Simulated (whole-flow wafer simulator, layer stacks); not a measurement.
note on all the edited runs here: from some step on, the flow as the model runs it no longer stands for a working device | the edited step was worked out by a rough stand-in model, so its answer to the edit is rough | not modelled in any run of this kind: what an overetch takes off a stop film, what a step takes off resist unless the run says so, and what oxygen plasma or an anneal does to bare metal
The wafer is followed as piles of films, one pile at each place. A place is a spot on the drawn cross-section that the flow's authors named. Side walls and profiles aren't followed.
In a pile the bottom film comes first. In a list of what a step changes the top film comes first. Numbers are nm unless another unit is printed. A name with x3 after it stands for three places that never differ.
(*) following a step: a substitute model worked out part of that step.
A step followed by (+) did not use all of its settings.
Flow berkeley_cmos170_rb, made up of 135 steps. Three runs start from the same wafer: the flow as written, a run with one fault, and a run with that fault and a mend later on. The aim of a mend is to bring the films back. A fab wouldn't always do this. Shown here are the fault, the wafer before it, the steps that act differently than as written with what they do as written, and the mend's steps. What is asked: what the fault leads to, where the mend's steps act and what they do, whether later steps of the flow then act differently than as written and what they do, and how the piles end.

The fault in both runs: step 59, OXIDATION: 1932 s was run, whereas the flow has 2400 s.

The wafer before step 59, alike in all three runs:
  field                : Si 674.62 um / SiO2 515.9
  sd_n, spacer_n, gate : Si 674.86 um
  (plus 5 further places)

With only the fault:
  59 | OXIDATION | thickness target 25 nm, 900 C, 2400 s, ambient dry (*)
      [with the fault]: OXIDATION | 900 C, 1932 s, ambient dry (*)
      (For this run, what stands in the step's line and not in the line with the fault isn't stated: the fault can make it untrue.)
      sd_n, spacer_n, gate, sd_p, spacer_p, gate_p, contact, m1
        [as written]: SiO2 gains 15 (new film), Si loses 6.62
        [with the fault]: SiO2 gains 13.1 (new film), Si loses 5.77
  Steps further on in the flow that do not act as written (30 more steps, not shown, differ only slightly: by at most 2% or 0.5 nm, whichever is larger):
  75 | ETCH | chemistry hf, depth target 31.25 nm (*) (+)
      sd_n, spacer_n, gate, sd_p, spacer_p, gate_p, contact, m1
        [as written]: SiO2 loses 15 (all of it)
        [with the fault]: SiO2 loses 13.1 (all of it)
  The piles end only slightly different from the flow's at the places that both follow, by no more than 2% or 0.5 nm, whichever is larger.

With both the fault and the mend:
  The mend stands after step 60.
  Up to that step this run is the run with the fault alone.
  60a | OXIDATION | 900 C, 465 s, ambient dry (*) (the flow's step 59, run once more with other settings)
      sd_n, spacer_n, gate, sd_p, spacer_p, gate_p, contact, m1
        SiO2 gains 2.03, Si loses 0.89
      field
        SiO2 gains 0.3, Si loses 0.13
  Later steps of the flow that are run all act as written at every place that is followed, up to a difference of at most 2% or 0.5 nm, whichever is larger.
  The piles end only slightly different from the flow's at the places that both follow, by no more than 2% or 0.5 nm, whichever is larger.
